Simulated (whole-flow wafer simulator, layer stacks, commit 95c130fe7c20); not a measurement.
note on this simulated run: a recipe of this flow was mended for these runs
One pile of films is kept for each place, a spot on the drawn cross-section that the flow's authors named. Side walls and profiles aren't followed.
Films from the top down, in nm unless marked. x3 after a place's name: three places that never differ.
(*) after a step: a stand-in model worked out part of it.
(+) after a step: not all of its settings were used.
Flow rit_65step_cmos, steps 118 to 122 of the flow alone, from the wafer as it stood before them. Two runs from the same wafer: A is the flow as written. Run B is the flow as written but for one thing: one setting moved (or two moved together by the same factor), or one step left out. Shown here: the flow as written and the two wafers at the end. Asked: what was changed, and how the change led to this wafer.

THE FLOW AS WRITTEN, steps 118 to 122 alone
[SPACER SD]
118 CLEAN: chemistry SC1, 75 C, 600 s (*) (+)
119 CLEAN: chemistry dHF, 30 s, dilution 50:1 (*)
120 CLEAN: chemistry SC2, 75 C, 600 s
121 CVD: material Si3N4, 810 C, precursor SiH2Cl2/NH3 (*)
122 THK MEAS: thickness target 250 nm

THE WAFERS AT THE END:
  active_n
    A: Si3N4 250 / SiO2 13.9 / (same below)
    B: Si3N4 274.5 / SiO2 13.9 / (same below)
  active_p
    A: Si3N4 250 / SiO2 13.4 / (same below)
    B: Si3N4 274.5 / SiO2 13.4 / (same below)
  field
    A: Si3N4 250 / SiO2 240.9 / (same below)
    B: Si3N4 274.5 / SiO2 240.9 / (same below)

The cause: step 121, CVD: 818 C was run, where the flow has 810 C.

How the change led to this, step by step:
  121 CVD: material Si3N4, 810 C, precursor SiH2Cl2/NH3 (*)
      field, field_pw, field_nw and 11 more: A Si3N4 +250 (new film) | B Si3N4 +274.5 (new film)
